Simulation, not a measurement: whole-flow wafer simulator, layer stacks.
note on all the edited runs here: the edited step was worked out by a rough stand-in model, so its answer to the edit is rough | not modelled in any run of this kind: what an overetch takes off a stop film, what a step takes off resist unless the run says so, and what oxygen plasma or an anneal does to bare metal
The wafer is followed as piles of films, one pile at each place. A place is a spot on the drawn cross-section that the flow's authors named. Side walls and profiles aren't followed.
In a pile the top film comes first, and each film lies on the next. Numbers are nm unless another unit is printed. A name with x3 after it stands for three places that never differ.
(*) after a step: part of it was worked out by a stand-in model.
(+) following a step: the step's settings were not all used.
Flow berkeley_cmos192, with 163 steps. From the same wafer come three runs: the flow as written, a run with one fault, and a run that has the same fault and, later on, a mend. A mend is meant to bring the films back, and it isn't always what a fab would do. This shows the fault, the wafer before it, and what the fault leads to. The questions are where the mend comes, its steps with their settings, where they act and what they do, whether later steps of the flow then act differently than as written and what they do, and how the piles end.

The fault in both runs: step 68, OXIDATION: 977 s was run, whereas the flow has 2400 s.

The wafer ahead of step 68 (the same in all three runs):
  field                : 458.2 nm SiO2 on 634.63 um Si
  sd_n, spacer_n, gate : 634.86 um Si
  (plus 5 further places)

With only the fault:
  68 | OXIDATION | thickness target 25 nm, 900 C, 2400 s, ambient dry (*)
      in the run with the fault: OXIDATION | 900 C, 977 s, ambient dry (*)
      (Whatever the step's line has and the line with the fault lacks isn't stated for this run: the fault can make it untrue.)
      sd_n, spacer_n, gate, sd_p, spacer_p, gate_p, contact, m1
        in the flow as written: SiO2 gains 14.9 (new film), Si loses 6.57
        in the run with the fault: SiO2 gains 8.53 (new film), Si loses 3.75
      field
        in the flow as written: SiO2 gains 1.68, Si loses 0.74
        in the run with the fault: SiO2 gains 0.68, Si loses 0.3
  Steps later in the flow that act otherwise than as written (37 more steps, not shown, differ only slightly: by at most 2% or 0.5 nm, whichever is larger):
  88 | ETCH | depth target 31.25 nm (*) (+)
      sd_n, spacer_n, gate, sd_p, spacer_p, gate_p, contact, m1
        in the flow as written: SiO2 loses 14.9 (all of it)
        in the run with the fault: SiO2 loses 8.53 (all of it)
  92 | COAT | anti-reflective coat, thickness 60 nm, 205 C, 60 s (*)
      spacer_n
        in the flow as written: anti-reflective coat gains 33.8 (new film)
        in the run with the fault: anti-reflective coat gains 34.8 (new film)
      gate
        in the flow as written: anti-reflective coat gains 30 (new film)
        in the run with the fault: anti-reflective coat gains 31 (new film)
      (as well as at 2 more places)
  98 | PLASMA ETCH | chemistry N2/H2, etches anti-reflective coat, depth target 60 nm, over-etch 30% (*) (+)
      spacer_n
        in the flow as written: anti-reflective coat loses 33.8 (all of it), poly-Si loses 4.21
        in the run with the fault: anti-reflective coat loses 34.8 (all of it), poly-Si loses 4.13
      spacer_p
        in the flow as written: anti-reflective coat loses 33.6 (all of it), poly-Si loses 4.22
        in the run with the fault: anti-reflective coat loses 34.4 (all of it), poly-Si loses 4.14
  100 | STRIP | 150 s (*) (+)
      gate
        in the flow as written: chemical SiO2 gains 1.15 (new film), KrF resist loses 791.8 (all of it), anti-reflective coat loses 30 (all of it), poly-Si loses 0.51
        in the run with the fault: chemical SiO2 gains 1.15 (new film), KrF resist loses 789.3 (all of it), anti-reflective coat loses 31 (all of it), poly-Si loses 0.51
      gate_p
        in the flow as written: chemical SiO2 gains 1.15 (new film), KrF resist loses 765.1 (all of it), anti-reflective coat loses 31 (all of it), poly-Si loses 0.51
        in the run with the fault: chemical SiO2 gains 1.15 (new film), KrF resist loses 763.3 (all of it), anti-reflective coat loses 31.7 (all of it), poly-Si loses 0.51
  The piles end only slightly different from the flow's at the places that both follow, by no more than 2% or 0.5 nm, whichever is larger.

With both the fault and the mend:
  The mend follows step 69.
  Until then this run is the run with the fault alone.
  69a | OXIDATION | 900 C, 1350 s, ambient dry (*) (the flow's step 68 again, with other settings)
      sd_n, spacer_n, gate, sd_p, spacer_p, gate_p, contact, m1
        SiO2 gains 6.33, Si loses 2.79
      field
        SiO2 gains 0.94, Si loses 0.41
  None of the later steps of the flow differs from how it acts as written, at any place that is followed, by more than 2% or 0.5 nm, whichever is larger.
  The piles end only slightly different from the flow's at the places that both follow, by no more than 2% or 0.5 nm, whichever is larger.
